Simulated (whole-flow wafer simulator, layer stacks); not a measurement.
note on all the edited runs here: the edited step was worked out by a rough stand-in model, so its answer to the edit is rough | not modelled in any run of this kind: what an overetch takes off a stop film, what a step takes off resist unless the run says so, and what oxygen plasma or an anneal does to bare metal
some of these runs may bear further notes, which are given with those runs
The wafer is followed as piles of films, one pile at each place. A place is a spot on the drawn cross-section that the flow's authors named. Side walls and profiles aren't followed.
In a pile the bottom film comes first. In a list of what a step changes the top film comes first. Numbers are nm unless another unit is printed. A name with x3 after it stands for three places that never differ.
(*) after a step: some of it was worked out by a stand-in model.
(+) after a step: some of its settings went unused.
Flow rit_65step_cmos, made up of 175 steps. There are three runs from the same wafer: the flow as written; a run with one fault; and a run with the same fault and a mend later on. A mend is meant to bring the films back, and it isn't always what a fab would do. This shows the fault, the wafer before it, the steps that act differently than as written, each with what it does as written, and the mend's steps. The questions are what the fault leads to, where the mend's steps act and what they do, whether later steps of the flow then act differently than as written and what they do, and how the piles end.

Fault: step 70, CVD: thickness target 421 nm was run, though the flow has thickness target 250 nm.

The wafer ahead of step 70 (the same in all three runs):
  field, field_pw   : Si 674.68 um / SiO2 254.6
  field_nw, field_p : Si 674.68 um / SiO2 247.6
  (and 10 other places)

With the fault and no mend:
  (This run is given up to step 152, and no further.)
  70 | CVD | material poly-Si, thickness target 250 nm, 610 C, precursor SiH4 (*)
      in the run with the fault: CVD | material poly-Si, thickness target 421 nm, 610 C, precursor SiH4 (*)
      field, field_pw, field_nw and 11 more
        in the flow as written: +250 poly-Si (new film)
        in the run with the fault: +421 poly-Si (new film)
  Steps further on in the flow that do not act as written (4 more steps, not shown, differ only slightly: by at most 2% or 0.5 nm, whichever is larger):
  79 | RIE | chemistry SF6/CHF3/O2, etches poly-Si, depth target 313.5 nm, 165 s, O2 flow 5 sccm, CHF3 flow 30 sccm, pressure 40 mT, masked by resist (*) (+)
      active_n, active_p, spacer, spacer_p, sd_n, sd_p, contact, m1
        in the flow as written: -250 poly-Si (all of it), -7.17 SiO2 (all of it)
        in the run with the fault: -313.5 poly-Si
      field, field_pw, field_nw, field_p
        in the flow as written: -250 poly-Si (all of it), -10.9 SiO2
        in the run with the fault: -313.5 poly-Si
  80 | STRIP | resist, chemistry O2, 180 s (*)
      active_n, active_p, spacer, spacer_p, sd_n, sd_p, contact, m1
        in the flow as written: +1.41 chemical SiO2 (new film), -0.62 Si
        in the run with the fault: +1.41 chemical SiO2 (new film), -0.62 poly-Si
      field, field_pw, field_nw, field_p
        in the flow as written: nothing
        in the run with the fault: +1.41 chemical SiO2 (new film), -0.62 poly-Si
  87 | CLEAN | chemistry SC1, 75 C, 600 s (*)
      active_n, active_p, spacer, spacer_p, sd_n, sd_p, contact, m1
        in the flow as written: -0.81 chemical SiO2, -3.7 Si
        in the run with the fault: -0.81 chemical SiO2, -3.7 poly-Si
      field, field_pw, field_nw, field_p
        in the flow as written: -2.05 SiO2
        in the run with the fault: -0.81 chemical SiO2, -3.7 poly-Si
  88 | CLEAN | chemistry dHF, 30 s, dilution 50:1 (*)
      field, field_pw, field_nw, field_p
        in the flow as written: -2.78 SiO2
        in the run with the fault: -0.6 chemical SiO2 (all of it)
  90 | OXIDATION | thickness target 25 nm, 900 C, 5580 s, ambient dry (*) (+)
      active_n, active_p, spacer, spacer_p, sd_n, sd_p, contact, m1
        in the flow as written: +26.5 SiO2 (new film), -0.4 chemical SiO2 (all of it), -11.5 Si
        in the run with the fault: +28.9 SiO2 (new film), -0.4 chemical SiO2 (all of it), -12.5 poly-Si
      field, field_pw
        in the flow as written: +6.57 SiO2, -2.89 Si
        in the run with the fault: +28.9 SiO2 (new film), -0.4 chemical SiO2 (all of it), -12.5 poly-Si
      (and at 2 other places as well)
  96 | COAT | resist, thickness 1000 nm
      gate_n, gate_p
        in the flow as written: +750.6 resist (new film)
        in the run with the fault: +700.9 resist (new film)
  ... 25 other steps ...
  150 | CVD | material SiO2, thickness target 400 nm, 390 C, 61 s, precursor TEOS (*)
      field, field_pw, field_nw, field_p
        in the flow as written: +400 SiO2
        in the run with the fault: +400 SiO2 (new film)
  Once step 152 is done, the piles at field, field_pw, field_nw, field_p, gate_n, gate_p, spacer, spacer_p depart from the flow's by more than 2% or 0.5 nm, whichever is larger.
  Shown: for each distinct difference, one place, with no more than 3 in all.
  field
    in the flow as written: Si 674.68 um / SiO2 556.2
    in the run with the fault: Si 674.68 um / SiO2 254.6 / TiSi2 C49 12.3 / TiSi first 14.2 / SiO2 400
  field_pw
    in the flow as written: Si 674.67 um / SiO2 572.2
    in the run with the fault: Si 674.68 um / SiO2 254.6 / TiSi2 C49 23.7 / TiSi first 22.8 / SiO2 400
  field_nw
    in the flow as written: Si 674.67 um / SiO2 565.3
    in the run with the fault: Si 674.68 um / SiO2 247.6 / TiSi2 C49 23.7 / TiSi first 22.8 / SiO2 400

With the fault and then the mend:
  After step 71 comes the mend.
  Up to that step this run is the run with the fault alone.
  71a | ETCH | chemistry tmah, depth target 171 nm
      field, field_pw, field_nw and 11 more
        -171 poly-Si
  Every later step of the flow that is run acts as written at every place that is followed.
  The piles end the same as the flow's at every place that both follow.
